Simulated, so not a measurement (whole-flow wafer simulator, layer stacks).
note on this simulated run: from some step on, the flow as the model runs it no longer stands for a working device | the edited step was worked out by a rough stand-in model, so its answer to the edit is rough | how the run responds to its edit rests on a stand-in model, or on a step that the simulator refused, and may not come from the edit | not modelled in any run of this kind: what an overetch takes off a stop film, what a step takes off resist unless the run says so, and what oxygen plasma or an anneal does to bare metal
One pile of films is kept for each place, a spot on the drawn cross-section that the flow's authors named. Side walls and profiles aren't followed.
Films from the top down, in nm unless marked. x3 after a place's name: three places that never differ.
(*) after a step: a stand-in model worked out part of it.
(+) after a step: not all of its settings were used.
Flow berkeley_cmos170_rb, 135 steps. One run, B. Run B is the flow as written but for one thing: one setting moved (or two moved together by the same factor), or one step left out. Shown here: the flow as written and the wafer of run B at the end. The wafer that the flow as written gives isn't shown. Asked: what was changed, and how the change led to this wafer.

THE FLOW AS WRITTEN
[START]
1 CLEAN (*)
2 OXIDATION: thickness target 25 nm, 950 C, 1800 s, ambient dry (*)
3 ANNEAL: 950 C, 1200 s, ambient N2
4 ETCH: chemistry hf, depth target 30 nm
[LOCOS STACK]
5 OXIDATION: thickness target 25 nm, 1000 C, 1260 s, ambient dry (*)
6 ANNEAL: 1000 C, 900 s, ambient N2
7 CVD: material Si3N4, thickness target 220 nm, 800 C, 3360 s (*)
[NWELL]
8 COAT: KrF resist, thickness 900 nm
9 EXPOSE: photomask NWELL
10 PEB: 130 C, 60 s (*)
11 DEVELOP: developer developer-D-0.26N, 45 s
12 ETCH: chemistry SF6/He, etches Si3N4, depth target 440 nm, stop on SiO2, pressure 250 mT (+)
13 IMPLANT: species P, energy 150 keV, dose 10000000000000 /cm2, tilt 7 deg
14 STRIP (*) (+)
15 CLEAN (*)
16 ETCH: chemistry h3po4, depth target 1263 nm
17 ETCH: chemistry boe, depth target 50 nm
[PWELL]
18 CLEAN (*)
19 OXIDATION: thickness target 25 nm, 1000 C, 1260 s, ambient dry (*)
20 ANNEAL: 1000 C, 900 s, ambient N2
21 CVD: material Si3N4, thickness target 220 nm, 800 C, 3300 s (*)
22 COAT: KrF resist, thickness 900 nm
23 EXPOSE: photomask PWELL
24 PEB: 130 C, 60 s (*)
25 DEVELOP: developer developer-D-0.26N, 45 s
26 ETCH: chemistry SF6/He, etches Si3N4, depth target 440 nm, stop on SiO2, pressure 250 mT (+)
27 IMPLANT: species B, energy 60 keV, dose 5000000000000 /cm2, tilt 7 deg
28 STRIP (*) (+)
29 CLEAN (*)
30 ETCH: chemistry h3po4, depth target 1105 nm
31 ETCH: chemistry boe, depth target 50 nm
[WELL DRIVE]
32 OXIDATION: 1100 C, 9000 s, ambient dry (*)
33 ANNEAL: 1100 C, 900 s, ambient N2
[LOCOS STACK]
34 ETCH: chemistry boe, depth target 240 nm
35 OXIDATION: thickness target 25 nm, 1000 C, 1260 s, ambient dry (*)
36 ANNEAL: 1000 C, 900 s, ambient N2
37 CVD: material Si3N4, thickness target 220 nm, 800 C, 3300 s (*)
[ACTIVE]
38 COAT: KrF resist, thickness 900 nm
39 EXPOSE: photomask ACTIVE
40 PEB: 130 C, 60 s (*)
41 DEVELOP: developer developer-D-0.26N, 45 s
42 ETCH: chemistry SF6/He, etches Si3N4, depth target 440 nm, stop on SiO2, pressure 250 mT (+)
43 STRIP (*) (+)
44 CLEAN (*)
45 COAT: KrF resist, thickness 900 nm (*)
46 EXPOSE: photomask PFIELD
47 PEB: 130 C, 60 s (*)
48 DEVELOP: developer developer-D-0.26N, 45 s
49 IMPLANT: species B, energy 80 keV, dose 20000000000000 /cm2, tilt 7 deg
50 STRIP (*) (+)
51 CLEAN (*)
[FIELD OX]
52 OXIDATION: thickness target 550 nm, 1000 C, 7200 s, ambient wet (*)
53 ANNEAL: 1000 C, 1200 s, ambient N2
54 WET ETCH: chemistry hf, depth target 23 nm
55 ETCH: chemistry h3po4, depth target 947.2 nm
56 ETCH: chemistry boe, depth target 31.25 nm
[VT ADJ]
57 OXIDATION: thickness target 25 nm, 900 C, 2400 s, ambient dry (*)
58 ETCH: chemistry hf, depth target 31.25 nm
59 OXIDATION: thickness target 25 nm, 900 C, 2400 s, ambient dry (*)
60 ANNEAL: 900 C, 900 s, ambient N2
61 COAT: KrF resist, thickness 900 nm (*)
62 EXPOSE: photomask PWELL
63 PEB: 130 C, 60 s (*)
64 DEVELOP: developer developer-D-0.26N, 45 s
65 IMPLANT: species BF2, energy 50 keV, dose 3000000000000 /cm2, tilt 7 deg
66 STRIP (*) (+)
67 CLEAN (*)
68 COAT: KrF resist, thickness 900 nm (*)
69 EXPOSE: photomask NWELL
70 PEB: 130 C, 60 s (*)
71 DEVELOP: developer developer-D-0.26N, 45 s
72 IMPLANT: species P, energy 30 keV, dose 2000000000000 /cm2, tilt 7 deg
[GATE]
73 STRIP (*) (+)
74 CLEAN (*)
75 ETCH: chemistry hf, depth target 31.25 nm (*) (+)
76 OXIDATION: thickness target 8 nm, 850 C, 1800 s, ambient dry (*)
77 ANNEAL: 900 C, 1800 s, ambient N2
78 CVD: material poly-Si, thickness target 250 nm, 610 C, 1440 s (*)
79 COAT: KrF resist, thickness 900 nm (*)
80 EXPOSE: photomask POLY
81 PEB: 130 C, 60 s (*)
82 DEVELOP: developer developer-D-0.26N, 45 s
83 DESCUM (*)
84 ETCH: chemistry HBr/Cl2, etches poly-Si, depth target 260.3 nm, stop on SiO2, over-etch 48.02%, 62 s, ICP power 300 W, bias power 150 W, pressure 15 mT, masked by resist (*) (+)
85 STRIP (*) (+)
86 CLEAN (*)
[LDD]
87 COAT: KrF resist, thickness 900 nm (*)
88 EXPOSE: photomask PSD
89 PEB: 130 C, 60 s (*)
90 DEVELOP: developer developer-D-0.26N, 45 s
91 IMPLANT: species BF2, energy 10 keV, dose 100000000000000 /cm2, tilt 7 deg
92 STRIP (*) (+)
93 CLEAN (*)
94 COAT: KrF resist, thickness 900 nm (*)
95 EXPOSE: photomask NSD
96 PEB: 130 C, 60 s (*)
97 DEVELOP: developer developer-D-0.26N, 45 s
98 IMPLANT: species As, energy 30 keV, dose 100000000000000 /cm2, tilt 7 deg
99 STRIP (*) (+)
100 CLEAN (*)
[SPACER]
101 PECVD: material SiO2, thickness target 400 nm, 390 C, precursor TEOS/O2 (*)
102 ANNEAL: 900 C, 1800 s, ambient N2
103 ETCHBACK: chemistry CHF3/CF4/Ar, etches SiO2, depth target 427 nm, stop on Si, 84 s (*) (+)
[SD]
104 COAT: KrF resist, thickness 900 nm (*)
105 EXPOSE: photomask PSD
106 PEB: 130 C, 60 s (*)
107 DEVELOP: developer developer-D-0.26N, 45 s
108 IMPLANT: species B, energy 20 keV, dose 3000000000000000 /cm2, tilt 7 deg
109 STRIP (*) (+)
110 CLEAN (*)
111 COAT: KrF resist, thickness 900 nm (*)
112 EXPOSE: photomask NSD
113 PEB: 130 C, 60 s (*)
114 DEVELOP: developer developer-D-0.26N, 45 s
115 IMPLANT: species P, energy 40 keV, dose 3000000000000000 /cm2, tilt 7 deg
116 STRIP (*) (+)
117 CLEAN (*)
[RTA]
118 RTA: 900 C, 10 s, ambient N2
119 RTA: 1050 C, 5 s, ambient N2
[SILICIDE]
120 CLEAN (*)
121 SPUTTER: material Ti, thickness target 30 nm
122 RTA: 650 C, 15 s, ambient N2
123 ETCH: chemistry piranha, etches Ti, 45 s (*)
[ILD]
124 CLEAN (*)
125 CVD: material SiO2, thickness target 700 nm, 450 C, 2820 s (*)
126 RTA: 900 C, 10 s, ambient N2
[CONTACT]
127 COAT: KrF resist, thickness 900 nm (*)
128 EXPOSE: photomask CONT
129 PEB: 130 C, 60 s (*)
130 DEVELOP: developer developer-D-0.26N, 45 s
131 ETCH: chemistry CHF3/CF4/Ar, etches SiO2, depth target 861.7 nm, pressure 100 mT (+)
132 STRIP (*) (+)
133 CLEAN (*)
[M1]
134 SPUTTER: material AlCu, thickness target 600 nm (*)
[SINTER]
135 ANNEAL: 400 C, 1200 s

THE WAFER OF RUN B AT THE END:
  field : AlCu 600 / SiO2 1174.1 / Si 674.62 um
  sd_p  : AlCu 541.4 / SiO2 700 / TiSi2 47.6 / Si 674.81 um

The cause: step 75, ETCH: depth target 15.41 nm was run, where the flow has depth target 31.25 nm.

How the change led to this, step by step:
  75 ETCH: chemistry hf, depth target 31.25 nm (*) (+)
      field: SiO2 -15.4 (as written it would be: SiO2 -31.3)
  121 SPUTTER: material Ti, thickness target 30 nm
      sd_p: Ti +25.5 (new film) (as written it would be: Ti +27.1 (new film))
  122 RTA: 650 C, 15 s, ambient N2
      sd_p: Ti -19.9, TiSi2 C49 +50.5 (new film), Si -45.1 (as written it would be: Ti -21.1, TiSi first +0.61 (new film), TiSi2 C49 +52.9 (new film), Si -47.6)
  126 RTA: 900 C, 10 s, ambient N2
      sd_p: under 1 film: TiSi2 +47.6 (new film), TiSi2 C49 -50.5 (all of it) (as written it would be: under 1 film: TiSi2 +50.7 (new film), TiSi first -0.61 (all of it), TiSi2 C49 -52.9 (all of it), Si -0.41)
